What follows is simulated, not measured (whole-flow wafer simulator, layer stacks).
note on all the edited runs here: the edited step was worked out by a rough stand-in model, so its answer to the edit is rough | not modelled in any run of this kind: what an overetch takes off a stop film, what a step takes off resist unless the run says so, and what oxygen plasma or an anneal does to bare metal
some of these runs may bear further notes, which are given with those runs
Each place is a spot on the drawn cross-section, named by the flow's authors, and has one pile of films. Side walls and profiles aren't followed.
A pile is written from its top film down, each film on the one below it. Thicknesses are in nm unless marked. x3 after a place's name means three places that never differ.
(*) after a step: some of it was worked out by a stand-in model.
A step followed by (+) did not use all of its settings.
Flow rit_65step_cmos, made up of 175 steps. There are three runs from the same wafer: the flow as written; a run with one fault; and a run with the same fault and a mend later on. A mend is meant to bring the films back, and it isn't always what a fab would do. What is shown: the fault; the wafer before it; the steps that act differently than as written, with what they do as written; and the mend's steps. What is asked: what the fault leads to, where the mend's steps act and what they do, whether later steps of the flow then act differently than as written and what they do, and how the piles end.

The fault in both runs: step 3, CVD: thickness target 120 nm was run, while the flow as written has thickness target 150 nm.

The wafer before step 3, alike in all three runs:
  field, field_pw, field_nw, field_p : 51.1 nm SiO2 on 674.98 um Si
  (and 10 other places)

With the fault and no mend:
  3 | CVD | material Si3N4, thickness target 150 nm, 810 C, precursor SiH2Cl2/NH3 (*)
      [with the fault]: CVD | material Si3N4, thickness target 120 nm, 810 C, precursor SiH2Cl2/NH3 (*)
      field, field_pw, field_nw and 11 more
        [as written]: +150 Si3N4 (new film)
        [with the fault]: +120 Si3N4 (new film)
  Later steps of the flow acting differently than as written (56 other steps are not shown; they differ only slightly, by no more than 2% or 0.5 nm, whichever is larger):
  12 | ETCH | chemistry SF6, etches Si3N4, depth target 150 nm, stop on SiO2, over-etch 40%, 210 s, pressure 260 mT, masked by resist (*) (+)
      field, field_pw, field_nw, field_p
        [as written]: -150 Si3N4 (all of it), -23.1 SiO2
        [with the fault]: -120 Si3N4 (all of it), -34.6 SiO2
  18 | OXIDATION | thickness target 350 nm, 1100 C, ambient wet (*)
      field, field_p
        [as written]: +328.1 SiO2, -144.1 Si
        [with the fault]: +337.2 SiO2, -148.1 Si
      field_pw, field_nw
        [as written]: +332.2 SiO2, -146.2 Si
        [with the fault]: +340.9 SiO2, -150 Si
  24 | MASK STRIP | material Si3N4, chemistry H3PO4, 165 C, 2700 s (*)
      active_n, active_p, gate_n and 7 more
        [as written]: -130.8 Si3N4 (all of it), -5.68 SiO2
        [with the fault]: -100.8 Si3N4 (all of it), -6.83 SiO2
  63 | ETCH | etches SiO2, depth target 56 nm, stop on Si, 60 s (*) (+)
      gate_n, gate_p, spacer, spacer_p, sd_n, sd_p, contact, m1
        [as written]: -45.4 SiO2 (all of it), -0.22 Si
        [with the fault]: -44.3 SiO2 (all of it), -0.24 Si
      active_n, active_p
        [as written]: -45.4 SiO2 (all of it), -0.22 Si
        [with the fault]: -44.2 SiO2 (all of it), -0.24 Si
  When the end is reached, the piles differ only a little from the flow's at the places that both follow, at most by 2% or 0.5 nm, whichever is larger.

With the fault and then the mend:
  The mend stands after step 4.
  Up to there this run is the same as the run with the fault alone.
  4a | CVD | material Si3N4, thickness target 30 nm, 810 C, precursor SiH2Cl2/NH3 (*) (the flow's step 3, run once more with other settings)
      field, field_pw, field_nw and 11 more
        +30 Si3N4
  Later steps of the flow that are run all act as written at every place that is followed.
  At every place that both follow, the piles at the end match the flow's.
